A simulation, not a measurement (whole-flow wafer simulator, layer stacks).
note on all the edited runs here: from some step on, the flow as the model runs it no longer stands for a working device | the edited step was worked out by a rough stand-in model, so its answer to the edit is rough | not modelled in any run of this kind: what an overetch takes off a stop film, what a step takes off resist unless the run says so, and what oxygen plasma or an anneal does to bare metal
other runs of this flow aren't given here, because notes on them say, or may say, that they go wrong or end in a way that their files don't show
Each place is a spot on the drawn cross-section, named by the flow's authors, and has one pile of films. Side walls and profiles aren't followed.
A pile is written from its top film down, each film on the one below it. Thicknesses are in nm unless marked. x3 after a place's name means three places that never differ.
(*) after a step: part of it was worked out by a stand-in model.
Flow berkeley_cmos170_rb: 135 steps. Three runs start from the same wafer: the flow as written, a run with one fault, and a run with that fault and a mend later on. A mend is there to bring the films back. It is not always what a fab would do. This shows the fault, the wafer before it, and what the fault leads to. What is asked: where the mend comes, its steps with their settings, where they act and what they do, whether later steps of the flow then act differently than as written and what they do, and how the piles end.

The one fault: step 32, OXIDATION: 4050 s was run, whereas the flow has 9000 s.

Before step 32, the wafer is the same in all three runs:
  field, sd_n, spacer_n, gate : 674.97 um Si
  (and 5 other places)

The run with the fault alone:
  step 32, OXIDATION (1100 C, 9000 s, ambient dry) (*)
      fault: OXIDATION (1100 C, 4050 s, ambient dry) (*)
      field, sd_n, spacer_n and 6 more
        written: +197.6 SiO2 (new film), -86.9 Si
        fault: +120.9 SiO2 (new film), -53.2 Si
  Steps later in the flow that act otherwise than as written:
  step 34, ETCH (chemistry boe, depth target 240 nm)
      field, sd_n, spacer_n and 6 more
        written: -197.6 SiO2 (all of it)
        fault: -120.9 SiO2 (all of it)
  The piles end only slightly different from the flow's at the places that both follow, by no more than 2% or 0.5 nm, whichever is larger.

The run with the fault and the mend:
  The mend follows step 32.
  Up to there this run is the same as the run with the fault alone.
  step 32a, OXIDATION (1100 C, 4950 s, ambient dry) (*) (the flow's step 32, run once more with other settings)
      field, sd_n, spacer_n and 6 more
        +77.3 SiO2, -34 Si
  None of the later steps of the flow differs from how it acts as written, at any place that is followed, by more than 2% or 0.5 nm, whichever is larger.
  The piles end only slightly different from the flow's at the places that both follow, by no more than 2% or 0.5 nm, whichever is larger.
